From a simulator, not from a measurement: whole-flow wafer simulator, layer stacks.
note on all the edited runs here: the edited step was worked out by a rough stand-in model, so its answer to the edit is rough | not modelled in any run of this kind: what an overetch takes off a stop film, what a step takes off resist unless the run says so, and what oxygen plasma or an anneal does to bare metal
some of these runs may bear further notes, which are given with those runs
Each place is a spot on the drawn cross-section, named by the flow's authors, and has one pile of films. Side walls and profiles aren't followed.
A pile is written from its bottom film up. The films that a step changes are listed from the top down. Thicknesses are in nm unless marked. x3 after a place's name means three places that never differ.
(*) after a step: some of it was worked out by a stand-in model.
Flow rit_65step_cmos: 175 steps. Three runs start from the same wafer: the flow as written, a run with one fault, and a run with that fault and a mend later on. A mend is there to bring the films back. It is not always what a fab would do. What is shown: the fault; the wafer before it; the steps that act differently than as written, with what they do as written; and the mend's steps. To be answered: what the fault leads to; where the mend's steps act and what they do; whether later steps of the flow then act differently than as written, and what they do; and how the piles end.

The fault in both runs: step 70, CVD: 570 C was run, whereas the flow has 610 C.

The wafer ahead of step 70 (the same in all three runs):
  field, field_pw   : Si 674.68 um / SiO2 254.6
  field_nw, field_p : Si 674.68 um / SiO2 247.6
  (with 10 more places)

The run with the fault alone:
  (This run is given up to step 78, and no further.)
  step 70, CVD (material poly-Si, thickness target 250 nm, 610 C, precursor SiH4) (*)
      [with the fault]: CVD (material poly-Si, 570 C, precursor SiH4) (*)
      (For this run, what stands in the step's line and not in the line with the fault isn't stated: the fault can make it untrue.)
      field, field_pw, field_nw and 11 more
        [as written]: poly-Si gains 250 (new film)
        [with the fault]: poly-Si gains 106.7 (new film)
  None of the later steps of the flow up to step 78 differs from how it acts as written, at any place that is followed, by more than 2% or 0.5 nm, whichever is larger.
  Once step 78 is done, the piles at field, field_pw, field_nw and 11 more depart from the flow's by more than 2% or 0.5 nm, whichever is larger.
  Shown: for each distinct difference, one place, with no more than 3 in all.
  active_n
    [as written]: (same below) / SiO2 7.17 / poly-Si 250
    [with the fault]: (same below) / SiO2 7.17 / poly-Si 106.7
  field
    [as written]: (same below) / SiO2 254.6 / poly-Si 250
    [with the fault]: (same below) / SiO2 254.6 / poly-Si 106.7
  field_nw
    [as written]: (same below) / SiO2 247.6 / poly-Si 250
    [with the fault]: (same below) / SiO2 247.6 / poly-Si 106.7

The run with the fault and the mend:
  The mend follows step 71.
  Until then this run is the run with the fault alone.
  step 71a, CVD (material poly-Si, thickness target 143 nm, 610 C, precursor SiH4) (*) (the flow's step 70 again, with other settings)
      field, field_pw, field_nw and 11 more
        poly-Si gains 143
  None of the later steps of the flow differs from how it acts as written, at any place that is followed, by more than 2% or 0.5 nm, whichever is larger.
  When the end is reached, the piles differ only a little from the flow's at the places that both follow, at most by 2% or 0.5 nm, whichever is larger.
